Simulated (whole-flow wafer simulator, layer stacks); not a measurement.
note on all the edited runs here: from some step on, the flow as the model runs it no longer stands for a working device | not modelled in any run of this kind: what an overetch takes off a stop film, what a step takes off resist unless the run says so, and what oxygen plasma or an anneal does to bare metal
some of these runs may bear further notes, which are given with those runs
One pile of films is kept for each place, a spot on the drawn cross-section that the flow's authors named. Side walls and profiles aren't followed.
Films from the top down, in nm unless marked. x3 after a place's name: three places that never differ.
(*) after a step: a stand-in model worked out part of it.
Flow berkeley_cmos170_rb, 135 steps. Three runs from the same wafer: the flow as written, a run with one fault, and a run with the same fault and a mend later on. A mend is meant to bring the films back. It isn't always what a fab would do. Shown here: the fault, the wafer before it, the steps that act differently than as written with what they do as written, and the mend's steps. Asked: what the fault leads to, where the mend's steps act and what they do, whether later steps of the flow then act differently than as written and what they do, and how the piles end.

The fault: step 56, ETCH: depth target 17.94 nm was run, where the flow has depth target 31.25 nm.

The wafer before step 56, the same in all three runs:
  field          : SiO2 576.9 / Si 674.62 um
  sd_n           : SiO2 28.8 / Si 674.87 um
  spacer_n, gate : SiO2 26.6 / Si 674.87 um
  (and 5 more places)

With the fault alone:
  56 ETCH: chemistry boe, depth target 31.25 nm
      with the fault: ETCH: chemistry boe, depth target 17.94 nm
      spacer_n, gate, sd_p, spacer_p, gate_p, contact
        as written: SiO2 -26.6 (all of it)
        with the fault: SiO2 -17.9
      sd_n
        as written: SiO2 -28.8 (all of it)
        with the fault: SiO2 -17.9
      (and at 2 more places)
  Later steps of the flow that act differently than as written (31 more steps differ only slightly, by at most 2% or 0.5 nm, whichever is larger, and aren't shown):
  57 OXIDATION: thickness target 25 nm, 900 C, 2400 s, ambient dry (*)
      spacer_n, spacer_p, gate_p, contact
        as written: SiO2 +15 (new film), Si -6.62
        with the fault: SiO2 +12.3, Si -5.43
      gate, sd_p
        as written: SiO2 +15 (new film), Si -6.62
        with the fault: SiO2 +12.3, Si -5.42
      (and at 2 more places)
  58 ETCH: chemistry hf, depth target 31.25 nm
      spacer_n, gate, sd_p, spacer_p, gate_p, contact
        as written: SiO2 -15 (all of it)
        with the fault: SiO2 -21 (all of it)
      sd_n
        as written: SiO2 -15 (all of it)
        with the fault: SiO2 -22.7 (all of it)
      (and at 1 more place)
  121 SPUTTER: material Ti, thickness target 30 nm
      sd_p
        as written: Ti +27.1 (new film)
        with the fault: Ti +25.2 (new film)
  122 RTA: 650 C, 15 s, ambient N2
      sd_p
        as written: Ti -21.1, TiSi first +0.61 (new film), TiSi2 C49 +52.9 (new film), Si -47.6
        with the fault: Ti -19.7, TiSi2 C49 +50.1 (new film), Si -44.7
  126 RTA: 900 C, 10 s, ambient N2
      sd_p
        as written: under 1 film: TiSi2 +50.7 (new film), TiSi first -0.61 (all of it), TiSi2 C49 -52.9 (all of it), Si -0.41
        with the fault: under 1 film: TiSi2 +47.2 (new film), TiSi2 C49 -50.1 (all of it)
  At the end the piles differ from the flow's by more than 2% or 0.5 nm, whichever is larger, at sd_p.
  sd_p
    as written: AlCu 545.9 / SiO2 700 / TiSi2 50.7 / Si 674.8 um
    with the fault: AlCu 541.4 / SiO2 700 / TiSi2 47.2 / Si 674.81 um

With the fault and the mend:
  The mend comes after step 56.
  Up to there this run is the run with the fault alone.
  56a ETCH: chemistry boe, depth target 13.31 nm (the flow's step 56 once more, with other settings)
      spacer_n, spacer_p, gate_p, contact
        SiO2 -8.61 (all of it)
      gate, sd_p
        SiO2 -8.69 (all of it)
      field
        SiO2 -13.3
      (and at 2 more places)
  No later step of the flow acts differently than as written, at any place that is followed, by more than 2% or 0.5 nm, whichever is larger.
  At the end the piles are the same as the flow's at every place that both follow.
